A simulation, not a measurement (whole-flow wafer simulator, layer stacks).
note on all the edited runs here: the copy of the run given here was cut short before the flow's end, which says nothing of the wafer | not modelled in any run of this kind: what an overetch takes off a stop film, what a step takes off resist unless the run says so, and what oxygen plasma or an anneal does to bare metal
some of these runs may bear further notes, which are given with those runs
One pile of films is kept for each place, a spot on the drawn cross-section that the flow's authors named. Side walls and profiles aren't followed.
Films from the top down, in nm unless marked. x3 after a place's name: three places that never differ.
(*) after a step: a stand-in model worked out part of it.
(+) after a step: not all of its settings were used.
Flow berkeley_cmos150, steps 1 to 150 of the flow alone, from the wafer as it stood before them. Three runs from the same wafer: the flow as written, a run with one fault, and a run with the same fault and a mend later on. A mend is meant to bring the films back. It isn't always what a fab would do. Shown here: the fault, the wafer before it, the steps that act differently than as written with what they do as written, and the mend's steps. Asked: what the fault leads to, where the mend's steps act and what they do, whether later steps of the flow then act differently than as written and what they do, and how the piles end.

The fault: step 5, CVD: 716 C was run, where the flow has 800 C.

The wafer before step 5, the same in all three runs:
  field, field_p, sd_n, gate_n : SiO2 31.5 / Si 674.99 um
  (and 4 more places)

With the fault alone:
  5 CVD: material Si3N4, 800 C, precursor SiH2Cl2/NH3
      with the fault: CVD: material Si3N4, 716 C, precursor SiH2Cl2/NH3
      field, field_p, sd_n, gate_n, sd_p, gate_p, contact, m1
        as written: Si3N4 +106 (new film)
        with the fault: Si3N4 +29.5 (new film)
  Later steps of the flow that act differently than as written (32 more steps differ only slightly, by at most 2% or 0.5 nm, whichever is larger, and aren't shown):
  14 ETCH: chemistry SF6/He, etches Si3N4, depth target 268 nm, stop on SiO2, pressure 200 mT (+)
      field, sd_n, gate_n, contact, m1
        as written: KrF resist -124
        with the fault: KrF resist -40.8
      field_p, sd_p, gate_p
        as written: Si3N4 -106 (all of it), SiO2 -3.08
        with the fault: Si3N4 -29.5 (all of it), SiO2 -3.08
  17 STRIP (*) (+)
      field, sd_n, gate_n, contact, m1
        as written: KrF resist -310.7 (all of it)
        with the fault: KrF resist -393.9 (all of it)
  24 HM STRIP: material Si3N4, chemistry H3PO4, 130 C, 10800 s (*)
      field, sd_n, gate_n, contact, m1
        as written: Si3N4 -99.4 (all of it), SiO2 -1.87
        with the fault: Si3N4 -22.9 (all of it), SiO2 -2.52
  At the end the piles differ from the flow's only slightly at the places that both follow, by at most 2% or 0.5 nm, whichever is larger.

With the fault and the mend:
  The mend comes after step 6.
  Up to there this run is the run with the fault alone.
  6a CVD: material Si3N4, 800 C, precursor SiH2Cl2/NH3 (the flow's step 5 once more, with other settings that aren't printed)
      field, field_p, sd_n, gate_n, sd_p, gate_p, contact, m1
        Si3N4 +76.5
  No later step of the flow acts differently than as written, at any place that is followed, by more than 2% or 0.5 nm, whichever is larger.
  At the end the piles are the same as the flow's at every place that both follow.
